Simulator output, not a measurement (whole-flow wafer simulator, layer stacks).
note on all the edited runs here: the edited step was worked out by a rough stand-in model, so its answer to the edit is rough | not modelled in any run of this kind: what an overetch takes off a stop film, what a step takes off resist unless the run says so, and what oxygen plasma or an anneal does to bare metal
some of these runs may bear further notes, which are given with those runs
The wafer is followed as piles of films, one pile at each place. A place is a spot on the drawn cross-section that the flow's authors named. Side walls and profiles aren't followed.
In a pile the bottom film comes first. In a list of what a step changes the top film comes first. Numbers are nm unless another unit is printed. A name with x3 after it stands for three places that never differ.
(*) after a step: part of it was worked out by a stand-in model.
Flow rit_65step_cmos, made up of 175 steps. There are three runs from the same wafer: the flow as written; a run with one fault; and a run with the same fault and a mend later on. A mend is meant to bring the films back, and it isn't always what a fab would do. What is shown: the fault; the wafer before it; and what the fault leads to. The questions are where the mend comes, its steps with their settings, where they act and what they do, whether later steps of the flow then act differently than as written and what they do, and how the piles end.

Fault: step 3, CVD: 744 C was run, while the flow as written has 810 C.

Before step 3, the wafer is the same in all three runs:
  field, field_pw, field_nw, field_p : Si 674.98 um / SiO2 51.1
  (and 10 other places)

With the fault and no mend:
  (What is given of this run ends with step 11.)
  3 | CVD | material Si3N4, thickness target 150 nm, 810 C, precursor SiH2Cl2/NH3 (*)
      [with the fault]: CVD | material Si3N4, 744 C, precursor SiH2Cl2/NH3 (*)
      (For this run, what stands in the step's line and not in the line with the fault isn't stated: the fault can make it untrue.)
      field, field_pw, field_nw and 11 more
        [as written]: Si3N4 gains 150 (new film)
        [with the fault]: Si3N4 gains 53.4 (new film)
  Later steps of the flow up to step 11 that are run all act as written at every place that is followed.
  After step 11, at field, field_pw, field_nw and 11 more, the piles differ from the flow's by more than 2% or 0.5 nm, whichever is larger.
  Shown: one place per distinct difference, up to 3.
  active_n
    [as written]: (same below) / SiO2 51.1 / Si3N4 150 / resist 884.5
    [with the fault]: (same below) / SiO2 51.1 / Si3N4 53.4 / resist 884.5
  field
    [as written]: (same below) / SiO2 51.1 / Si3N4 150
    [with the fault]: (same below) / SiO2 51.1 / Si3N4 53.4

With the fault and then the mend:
  The mend stands after step 11.
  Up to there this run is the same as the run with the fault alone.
  11a | STRIP | resist, chemistry O2, 180 s (*)
      active_n, active_p, gate_n and 7 more
        resist loses 884.5 (all of it)
  11b | CLEAN | chemistry SC2, 75 C, 600 s
      leaves every film unchanged at each place that is followed
  11c | CVD | material Si3N4, thickness target 97 nm, 810 C, 966 s, precursor SiH2Cl2/NH3 (*) (the flow's step 3 again, with other settings)
      field, field_pw, field_nw and 11 more
        Si3N4 gains 97
  11d | HMDS | 140 C, 60 s (the flow's step 5 again)
      leaves every film unchanged at each place that is followed
  11e | COAT | resist, thickness 1000 nm (the flow's step 6 again)
      field, field_pw, field_nw and 11 more
        resist gains 1000 (new film)
  11f | SOFTBAKE | resist, 90 C, 60 s (the flow's step 7 again)
      leaves every film unchanged at each place that is followed
  11g | EXPOSE | photomask M1, dose 225 mJ/cm2, NA 0.6, wavelength 365 nm (the flow's step 8 again)
      leaves every film unchanged at each place that is followed
  11h | PEB | resist, 110 C, 60 s (the flow's step 9 again)
      field, field_pw, field_nw and 11 more
        resist loses 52
  11i | DEVELOP | resist, thickness 1000 nm, 50 s (the flow's step 10 again)
      field, field_pw, field_nw, field_p
        resist loses 948 (all of it)
  11j | HARDBAKE | resist, 140 C, 60 s (the flow's step 11 again)
      active_n, active_p, gate_n and 7 more
        resist loses 63.5
  Later steps of the flow that are run all act as written at every place that is followed, up to a difference of at most 2% or 0.5 nm, whichever is larger.
  When the end is reached, the piles differ only a little from the flow's at the places that both follow, at most by 2% or 0.5 nm, whichever is larger.
